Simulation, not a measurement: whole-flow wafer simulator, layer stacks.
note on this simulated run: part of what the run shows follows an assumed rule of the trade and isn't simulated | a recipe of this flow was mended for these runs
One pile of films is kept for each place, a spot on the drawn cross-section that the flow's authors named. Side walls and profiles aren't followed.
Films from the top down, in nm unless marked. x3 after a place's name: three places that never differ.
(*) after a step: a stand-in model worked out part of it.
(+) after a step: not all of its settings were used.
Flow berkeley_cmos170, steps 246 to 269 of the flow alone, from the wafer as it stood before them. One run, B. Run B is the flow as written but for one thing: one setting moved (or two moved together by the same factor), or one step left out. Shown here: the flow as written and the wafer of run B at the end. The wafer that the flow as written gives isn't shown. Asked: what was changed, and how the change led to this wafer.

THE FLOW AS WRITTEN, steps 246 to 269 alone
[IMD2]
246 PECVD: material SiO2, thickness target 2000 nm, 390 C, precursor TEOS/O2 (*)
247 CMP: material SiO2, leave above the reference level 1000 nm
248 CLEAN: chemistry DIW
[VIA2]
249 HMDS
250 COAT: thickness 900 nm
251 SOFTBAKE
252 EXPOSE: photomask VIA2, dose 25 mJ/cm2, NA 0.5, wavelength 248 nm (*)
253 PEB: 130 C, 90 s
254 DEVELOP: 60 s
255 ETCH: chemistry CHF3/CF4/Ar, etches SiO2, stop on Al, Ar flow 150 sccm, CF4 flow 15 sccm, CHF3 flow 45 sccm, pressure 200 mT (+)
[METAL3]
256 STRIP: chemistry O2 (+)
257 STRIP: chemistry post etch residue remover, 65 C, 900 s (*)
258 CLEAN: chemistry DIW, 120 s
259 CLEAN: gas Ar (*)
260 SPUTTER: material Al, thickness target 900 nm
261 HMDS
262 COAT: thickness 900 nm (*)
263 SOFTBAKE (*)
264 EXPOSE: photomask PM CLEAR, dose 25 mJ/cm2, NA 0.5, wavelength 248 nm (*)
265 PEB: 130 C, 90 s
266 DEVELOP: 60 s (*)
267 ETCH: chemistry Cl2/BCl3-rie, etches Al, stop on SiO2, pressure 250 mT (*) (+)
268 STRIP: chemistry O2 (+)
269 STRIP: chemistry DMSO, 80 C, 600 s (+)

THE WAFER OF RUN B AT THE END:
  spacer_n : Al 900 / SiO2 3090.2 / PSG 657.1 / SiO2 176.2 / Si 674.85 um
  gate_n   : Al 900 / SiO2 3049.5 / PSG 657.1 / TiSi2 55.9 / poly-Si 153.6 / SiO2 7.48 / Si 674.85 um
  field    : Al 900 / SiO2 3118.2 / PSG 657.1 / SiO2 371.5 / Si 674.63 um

The cause: step 246, PECVD: thickness target 1700 nm was run, where the flow has thickness target 2000 nm.

How the change led to this, step by step:
  246 PECVD: material SiO2, thickness target 2000 nm, 390 C, precursor TEOS/O2 (*)
      field, mark, sd_n, spacer_n, gate_n, sd_p, spacer_p, gate_p: SiO2 +1700 (as written it would be: SiO2 +2000)
      contact, m1, m2, via2: SiO2 +1700 (new film) (as written it would be: SiO2 +2000 (new film))
      (and at 1 more place)
  247 CMP: material SiO2, leave above the reference level 1000 nm
      field, sd_n, spacer_n, gate_n, sd_p, spacer_p, gate_p: nothing (as written it would be: SiO2 -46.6)
      contact, m1, via1, m2, via2: SiO2 -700 (as written it would be: SiO2 -1000)
  250 COAT: thickness 900 nm
      sd_n: KrF-resist +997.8 (new film) (as written it would be: KrF-resist +900 (new film))
      contact: KrF-resist +801.3 (new film) (as written it would be: KrF-resist +900 (new film))
      (and at 4 more places)
  254 DEVELOP: 60 s
      via2: KrF-resist -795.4 (all of it) (as written it would be: KrF-resist -898 (all of it))
  256 STRIP: chemistry O2 (+)
      sd_n: KrF-resist -705.2 (all of it) (as written it would be: KrF-resist -607.6 (all of it))
      contact: KrF-resist -509.2 (all of it) (as written it would be: KrF-resist -607.6 (all of it))
      (and at 3 more places)
  262 COAT: thickness 900 nm (*)
      sd_n: KrF-resist +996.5 (new film) (as written it would be: KrF-resist +899.3 (new film))
      contact: KrF-resist +794.7 (new film) (as written it would be: KrF-resist +898.4 (new film))
      (and at 4 more places)
  265 PEB: 130 C, 90 s
      via2: KrF-resist -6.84 (as written it would be: KrF-resist -7.55)
  268 STRIP: chemistry O2 (+)
      sd_n: KrF-resist -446 (all of it) (as written it would be: KrF-resist -349 (all of it))
      sd_p: KrF-resist -357.2 (all of it) (as written it would be: KrF-resist -349.5 (all of it))
      (and at 7 more places)
